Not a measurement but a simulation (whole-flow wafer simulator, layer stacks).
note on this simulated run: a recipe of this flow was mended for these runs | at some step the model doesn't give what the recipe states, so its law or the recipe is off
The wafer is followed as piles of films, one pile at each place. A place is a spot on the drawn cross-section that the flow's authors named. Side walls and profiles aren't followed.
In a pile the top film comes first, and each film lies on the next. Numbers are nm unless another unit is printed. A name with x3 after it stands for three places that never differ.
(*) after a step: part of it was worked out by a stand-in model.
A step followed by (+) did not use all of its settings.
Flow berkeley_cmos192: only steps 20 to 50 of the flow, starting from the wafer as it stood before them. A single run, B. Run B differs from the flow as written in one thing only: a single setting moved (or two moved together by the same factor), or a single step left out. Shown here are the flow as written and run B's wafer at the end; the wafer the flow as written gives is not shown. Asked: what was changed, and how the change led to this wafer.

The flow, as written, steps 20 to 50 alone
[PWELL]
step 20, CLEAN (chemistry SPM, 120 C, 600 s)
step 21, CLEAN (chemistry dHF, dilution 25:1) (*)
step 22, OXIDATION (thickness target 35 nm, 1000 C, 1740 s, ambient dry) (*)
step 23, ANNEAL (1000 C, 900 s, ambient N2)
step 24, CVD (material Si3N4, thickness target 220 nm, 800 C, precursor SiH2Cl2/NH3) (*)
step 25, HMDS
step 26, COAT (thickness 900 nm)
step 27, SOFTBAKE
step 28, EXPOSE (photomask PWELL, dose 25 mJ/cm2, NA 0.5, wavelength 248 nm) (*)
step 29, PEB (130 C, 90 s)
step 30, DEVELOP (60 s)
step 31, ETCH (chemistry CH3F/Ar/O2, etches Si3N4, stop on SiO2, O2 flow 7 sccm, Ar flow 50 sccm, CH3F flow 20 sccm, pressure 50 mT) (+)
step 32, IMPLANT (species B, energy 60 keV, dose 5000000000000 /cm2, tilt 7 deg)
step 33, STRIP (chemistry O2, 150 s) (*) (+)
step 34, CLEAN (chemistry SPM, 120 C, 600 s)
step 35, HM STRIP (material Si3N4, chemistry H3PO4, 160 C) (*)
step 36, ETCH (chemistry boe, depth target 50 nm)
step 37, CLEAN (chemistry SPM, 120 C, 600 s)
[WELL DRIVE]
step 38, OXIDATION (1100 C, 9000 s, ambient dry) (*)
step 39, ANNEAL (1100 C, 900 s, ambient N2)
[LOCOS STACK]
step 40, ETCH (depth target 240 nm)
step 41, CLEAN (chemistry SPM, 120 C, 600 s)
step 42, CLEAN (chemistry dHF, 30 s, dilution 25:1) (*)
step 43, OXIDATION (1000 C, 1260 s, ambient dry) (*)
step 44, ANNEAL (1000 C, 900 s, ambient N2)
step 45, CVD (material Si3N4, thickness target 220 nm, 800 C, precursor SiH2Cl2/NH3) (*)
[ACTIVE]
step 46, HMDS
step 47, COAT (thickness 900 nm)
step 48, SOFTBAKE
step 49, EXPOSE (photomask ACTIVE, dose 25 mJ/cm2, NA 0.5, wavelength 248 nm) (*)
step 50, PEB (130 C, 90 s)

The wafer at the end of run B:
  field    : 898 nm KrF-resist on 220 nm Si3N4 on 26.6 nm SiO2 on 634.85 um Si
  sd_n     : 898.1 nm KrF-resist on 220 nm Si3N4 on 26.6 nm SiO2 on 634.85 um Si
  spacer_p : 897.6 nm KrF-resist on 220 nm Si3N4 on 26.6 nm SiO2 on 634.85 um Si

What caused this: step 22, OXIDATION: thickness target 105 nm was run, though the flow has thickness target 35 nm; step 22, OXIDATION: 5220 s was run, where the flow has 1740 s.

Step by step, how the change led to this:
  step 22, OXIDATION (thickness target 35 nm, 1000 C, 1740 s, ambient dry) (*)
      field, sd_n, spacer_n and 6 more: SiO2 gains 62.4 (new film), Si loses 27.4 (as written it would have been: SiO2 gains 31.6 (new film), Si loses 13.9)
  step 36, ETCH (chemistry boe, depth target 50 nm)
      sd_p, spacer_p, gate_p: SiO2 loses 50 (as written it would have been: SiO2 loses 21.9 (all of it))
      field, sd_n, spacer_n, gate, contact, m1: SiO2 loses 41.6 (all of it) (as written it would have been: SiO2 loses 10.9 (all of it))
  step 37, CLEAN (chemistry SPM, 120 C, 600 s)
      sd_p, spacer_p, gate_p: nothing (as written it would have been: chemical SiO2 gains 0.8 (new film), Si loses 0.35)
  step 38, OXIDATION (1100 C, 9000 s, ambient dry) (*)
      sd_p, spacer_p, gate_p: SiO2 gains 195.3, Si loses 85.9 (as written it would have been: SiO2 gains 197.6 (new film), chemical SiO2 loses 0.8 (all of it), Si loses 86.6)
